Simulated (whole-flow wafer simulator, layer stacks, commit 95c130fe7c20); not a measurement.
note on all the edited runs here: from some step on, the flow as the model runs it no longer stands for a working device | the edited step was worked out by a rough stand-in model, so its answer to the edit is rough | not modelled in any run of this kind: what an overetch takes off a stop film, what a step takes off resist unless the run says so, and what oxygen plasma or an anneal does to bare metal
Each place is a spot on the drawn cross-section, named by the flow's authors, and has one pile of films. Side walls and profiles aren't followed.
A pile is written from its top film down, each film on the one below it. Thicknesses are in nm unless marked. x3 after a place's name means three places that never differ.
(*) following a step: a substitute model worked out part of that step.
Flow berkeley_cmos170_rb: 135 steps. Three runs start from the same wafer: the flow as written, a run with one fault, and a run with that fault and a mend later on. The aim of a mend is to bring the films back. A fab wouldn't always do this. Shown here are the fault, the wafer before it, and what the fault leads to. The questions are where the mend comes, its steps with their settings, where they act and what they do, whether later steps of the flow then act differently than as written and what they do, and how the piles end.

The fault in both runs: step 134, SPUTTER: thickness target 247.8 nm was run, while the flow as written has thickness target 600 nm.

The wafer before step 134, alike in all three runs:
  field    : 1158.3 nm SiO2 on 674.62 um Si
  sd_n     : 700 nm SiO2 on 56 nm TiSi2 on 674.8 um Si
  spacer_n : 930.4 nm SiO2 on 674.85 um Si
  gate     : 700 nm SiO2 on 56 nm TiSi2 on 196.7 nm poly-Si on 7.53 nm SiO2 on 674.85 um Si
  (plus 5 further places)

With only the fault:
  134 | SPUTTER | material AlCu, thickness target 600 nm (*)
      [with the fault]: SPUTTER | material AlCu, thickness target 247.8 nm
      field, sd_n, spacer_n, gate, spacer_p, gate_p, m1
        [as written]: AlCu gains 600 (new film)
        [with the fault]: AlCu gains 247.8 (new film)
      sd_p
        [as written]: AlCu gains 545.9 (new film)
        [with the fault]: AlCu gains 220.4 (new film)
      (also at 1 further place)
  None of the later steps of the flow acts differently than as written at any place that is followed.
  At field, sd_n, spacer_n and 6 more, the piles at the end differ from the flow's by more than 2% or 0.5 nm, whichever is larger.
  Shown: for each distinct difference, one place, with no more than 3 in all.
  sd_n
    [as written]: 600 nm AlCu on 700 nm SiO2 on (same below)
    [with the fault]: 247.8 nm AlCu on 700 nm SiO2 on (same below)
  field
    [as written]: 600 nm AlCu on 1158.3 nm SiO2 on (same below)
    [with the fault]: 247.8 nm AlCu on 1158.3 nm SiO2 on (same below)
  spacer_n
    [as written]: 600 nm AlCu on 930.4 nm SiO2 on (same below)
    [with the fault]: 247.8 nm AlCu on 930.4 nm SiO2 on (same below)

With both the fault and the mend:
  The mend stands after step 134.
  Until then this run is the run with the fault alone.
  134a | ETCH | chemistry al pan, depth target 284.8 nm
      field, sd_n, spacer_n, gate, spacer_p, gate_p, m1
        AlCu loses 247.8 (all of it)
      sd_p
        AlCu loses 220.4 (all of it)
      contact
        AlCu loses 175.8 (all of it)
  134b | SPUTTER | material AlCu, thickness target 600 nm (*) (a further turn of the flow's step 134)
      field, sd_n, spacer_n, gate, spacer_p, gate_p, m1
        AlCu gains 600 (new film)
      sd_p
        AlCu gains 545.9 (new film)
      contact
        AlCu gains 415.1 (new film)
  None of the later steps of the flow acts differently than as written at any place that is followed.
  By the end, the piles equal the flow's at every place that both follow.
